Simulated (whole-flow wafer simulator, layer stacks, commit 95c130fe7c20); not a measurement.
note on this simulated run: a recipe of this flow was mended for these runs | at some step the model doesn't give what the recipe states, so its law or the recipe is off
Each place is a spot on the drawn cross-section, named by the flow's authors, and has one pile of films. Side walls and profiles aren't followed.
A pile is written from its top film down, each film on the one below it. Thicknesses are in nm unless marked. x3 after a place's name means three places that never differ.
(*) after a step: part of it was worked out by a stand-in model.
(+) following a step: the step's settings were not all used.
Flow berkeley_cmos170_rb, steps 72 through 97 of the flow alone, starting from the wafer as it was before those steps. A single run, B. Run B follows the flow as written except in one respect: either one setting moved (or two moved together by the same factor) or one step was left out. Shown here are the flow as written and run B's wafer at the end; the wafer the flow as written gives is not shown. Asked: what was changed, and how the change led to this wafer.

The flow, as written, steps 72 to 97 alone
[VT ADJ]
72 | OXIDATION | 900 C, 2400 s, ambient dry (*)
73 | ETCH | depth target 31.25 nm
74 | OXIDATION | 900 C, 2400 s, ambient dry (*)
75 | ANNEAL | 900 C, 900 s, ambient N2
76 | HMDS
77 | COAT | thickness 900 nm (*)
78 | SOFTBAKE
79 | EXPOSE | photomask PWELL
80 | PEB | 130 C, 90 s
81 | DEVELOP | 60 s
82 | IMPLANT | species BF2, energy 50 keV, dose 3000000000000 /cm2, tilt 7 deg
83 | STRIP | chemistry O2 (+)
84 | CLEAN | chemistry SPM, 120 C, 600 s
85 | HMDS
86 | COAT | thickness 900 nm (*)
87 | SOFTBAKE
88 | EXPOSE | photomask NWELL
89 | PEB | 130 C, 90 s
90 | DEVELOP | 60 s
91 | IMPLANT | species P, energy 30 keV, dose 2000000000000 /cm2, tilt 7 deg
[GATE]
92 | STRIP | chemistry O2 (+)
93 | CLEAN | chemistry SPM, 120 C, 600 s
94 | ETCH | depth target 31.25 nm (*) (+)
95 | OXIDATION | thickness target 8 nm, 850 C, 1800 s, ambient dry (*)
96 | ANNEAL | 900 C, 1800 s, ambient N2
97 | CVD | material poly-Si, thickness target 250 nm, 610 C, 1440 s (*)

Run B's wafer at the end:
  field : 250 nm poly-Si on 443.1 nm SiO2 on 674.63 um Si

Cause: step 94, ETCH: depth target 20 nm was run, whereas the flow has depth target 31.25 nm.

How this came from the change, step by step:
  94 | ETCH | depth target 31.25 nm (*) (+)
      field: -20 SiO2 (as written it would have been: -31.2 SiO2)
